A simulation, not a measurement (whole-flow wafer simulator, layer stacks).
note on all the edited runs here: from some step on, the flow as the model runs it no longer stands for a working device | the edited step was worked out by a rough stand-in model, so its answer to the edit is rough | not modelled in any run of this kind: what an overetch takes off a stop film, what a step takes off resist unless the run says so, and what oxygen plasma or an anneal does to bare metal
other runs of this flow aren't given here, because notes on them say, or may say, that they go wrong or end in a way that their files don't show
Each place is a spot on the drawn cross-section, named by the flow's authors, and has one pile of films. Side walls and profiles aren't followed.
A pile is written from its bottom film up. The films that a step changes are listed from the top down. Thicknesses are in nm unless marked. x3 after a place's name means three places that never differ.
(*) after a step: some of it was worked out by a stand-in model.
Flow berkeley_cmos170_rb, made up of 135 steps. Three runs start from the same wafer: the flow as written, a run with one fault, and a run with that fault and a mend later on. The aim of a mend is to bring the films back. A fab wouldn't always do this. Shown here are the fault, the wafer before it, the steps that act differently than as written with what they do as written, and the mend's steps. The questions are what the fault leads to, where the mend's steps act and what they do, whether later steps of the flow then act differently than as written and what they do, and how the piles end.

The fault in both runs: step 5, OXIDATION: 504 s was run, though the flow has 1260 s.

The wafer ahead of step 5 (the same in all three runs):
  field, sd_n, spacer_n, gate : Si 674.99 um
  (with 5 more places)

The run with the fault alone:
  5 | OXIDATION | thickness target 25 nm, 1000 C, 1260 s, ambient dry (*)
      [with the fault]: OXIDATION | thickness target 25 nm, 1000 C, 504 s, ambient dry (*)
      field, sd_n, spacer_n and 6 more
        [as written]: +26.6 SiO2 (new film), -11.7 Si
        [with the fault]: +16.3 SiO2 (new film), -7.16 Si
  Steps later in the flow that act otherwise than as written:
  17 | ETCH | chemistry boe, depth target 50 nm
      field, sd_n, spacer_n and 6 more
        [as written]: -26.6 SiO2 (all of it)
        [with the fault]: -16.3 SiO2 (all of it)
  At the end the piles are close to the flow's at the places that both follow, differing by at most 2% or 0.5 nm, whichever is larger.

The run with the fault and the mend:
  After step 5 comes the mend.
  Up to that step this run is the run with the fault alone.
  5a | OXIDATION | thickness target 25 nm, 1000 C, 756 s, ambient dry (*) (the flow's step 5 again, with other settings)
      field, sd_n, spacer_n and 6 more
        +10.3 SiO2, -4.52 Si
  Later steps of the flow that are run all act as written at every place that is followed.
  At every place that both follow, the piles at the end match the flow's.
